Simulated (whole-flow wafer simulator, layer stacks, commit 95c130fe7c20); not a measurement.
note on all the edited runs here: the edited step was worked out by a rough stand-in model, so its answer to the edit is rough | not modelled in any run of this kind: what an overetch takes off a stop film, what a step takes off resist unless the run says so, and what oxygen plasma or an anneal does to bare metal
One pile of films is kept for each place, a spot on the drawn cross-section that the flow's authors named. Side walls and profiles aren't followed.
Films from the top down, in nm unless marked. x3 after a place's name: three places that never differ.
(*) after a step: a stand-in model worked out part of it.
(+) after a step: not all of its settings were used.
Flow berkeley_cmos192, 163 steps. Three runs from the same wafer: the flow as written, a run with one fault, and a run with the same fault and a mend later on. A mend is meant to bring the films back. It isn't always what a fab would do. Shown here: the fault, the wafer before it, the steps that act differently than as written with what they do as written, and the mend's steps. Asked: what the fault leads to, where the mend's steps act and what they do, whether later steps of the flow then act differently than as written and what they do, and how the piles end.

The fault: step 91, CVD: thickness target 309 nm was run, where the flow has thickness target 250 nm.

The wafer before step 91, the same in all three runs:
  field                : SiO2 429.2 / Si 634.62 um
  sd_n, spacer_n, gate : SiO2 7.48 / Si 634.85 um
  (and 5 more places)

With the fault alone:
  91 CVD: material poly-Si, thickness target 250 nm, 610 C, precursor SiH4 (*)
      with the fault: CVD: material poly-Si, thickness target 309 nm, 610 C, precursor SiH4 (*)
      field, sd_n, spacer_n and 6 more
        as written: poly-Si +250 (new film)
        with the fault: poly-Si +309 (new film)
  Later steps of the flow that act differently than as written (15 more steps differ only slightly, by at most 2% or 0.5 nm, whichever is larger, and aren't shown):
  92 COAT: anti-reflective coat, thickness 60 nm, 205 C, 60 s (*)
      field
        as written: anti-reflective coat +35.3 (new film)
        with the fault: anti-reflective coat +36.2 (new film)
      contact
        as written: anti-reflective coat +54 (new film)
        with the fault: anti-reflective coat +55.4 (new film)
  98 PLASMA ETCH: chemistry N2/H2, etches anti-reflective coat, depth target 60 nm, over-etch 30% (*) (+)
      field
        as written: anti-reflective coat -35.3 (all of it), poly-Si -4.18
        with the fault: anti-reflective coat -36.2 (all of it), poly-Si -4.24
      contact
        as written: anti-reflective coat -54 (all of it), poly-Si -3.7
        with the fault: anti-reflective coat -55.4 (all of it), poly-Si -3.75
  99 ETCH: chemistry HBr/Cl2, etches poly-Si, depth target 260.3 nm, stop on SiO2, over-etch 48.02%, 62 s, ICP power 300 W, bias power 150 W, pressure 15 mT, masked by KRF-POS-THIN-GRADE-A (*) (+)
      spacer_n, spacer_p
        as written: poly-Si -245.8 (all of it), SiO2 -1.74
        with the fault: poly-Si -304.7 (all of it), SiO2 -0.4
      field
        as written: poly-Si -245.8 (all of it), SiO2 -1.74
        with the fault: poly-Si -304.8 (all of it), SiO2 -0.4
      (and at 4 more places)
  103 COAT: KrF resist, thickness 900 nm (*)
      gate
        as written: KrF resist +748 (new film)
        with the fault: KrF resist +698.6 (new film)
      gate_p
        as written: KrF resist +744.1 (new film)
        with the fault: KrF resist +694.7 (new film)
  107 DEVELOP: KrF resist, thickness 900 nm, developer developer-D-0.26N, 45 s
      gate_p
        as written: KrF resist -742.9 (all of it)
        with the fault: KrF resist -693.6 (all of it)
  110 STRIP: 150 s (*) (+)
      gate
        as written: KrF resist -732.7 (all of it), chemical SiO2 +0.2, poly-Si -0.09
        with the fault: KrF resist -683.3 (all of it), chemical SiO2 +0.2, poly-Si -0.09
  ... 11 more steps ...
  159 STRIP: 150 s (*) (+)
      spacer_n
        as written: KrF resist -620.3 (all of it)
        with the fault: KrF resist -588.6 (all of it)
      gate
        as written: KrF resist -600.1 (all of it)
        with the fault: KrF resist -572.3 (all of it)
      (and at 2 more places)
  At the end the piles differ from the flow's by more than 2% or 0.5 nm, whichever is larger, at spacer_n, gate, spacer_p, gate_p.
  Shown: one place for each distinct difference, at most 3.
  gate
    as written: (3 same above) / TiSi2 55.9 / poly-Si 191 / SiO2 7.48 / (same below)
    with the fault: (3 same above) / TiSi2 55.9 / poly-Si 250 / SiO2 7.48 / (same below)
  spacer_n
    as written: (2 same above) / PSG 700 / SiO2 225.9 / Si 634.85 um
    with the fault: (2 same above) / PSG 700 / SiO2 284.9 / Si 634.85 um
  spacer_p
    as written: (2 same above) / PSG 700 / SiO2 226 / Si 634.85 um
    with the fault: (2 same above) / PSG 700 / SiO2 285 / Si 634.85 um

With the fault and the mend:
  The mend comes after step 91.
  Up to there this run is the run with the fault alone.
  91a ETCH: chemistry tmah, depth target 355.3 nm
      field, sd_n, spacer_n and 6 more
        poly-Si -309 (all of it)
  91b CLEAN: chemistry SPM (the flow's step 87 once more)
      changes no film at any place that is followed
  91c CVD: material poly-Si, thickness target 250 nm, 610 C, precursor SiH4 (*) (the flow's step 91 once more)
      field, sd_n, spacer_n and 6 more
        poly-Si +250 (new film)
  No later step of the flow acts differently than as written at any place that is followed.
  At the end the piles are the same as the flow's at every place that both follow.
